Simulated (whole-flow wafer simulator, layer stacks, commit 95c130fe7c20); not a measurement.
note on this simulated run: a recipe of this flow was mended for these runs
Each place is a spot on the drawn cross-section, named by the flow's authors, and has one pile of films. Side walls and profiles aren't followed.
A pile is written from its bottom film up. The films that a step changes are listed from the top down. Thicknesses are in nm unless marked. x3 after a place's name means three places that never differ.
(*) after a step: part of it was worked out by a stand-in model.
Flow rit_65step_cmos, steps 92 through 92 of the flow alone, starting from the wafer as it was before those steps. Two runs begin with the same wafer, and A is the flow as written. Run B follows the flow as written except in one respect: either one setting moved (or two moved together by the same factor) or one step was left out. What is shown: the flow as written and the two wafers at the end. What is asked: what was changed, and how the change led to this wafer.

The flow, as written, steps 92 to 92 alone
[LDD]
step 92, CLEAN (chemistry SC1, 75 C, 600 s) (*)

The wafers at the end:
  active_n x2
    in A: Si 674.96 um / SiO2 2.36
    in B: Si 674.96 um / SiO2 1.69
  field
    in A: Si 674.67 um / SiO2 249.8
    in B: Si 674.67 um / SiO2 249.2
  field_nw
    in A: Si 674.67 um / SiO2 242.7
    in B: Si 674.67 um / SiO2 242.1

Cause: step 92, CLEAN: 80 C was run, while the flow as written has 75 C.

The path from the change to this, step by step:
  step 92, CLEAN (chemistry SC1, 75 C, 600 s) (*)
      field, field_pw, field_nw, field_p, active_n x2, spacer x6: A -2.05 SiO2 | B -2.72 SiO2
      gate_n x2: A -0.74 chemical SiO2, -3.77 poly-Si | B -0.74 chemical SiO2, -5.21 poly-Si
